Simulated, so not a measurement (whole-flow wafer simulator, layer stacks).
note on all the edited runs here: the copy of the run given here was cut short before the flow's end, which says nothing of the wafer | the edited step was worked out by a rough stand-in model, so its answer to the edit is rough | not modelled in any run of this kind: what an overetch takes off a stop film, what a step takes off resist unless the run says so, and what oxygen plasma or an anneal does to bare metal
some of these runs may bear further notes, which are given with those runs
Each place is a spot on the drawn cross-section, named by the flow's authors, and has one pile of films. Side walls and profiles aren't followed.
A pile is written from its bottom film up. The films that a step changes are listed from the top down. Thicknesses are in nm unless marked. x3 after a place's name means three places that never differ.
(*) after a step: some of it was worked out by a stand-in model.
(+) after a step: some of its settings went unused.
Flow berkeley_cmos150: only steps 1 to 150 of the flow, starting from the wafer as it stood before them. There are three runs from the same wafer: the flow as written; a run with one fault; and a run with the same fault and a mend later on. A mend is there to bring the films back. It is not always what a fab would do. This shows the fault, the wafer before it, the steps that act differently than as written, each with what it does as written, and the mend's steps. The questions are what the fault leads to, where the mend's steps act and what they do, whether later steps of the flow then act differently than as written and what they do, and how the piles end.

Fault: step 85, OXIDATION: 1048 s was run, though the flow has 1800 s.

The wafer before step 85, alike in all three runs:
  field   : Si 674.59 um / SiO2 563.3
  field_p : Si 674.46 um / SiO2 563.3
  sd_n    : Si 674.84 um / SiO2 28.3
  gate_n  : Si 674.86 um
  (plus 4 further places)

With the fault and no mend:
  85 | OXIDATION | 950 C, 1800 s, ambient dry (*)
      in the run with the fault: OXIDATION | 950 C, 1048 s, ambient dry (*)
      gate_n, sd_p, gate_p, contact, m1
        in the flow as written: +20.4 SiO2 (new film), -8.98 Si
        in the run with the fault: +14.7 SiO2 (new film), -6.46 Si
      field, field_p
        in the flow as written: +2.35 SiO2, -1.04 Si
        in the run with the fault: +1.37 SiO2, -0.6 Si
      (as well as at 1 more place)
  Steps later in the flow that act otherwise than as written (22 other steps are not shown; they differ only slightly, by no more than 2% or 0.5 nm, whichever is larger):
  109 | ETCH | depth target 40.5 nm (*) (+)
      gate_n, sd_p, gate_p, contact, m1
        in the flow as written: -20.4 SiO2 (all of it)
        in the run with the fault: -14.7 SiO2 (all of it)
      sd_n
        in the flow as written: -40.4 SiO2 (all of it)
        in the run with the fault: -35.9 SiO2 (all of it)
  At the end the piles are close to the flow's at the places that both follow, differing by at most 2% or 0.5 nm, whichever is larger.

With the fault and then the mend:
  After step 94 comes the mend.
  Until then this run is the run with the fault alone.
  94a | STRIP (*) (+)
      field_p
        -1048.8 KrF resist (all of it)
      sd_p
        -1274.8 KrF resist (all of it)
      gate_p
        -1249.5 KrF resist (all of it)
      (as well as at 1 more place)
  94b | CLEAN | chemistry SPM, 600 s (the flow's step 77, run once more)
      leaves every film unchanged at each place that is followed
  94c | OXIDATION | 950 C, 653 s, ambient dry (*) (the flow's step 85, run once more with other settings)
      gate_n, sd_p, gate_p, contact, m1
        +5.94 SiO2, -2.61 Si
      field, field_p
        +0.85 SiO2, -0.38 Si
      sd_n
        +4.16 SiO2, -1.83 Si
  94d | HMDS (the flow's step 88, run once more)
      leaves every film unchanged at each place that is followed
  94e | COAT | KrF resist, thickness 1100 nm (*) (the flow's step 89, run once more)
      field
        +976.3 KrF resist (new film)
      field_p
        +1087.8 KrF resist (new film)
      sd_n
        +1243.1 KrF resist (new film)
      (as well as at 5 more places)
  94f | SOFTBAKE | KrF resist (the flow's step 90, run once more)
      leaves every film unchanged at each place that is followed
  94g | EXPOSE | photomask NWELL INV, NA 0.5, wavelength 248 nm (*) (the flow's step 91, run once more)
      leaves every film unchanged at each place that is followed
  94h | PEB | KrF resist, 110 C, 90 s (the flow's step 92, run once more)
      field
        -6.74 KrF resist
      field_p
        -7.53 KrF resist
      sd_n
        -8.63 KrF resist
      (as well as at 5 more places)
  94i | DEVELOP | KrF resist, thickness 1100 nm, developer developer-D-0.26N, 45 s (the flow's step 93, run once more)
      field_p, sd_p, gate_p, m1
        -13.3 KrF resist
      field
        -969.5 KrF resist (all of it)
      sd_n
        -1234.5 KrF resist (all of it)
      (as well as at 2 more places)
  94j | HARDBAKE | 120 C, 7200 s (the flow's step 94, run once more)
      field_p
        -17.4 KrF resist
      sd_p
        -21.4 KrF resist
      gate_p
        -20.9 KrF resist
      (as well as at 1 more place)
  None of the later steps of the flow differs from how it acts as written, at any place that is followed, by more than 2% or 0.5 nm, whichever is larger.
  At the end the piles are close to the flow's at the places that both follow, differing by at most 2% or 0.5 nm, whichever is larger.
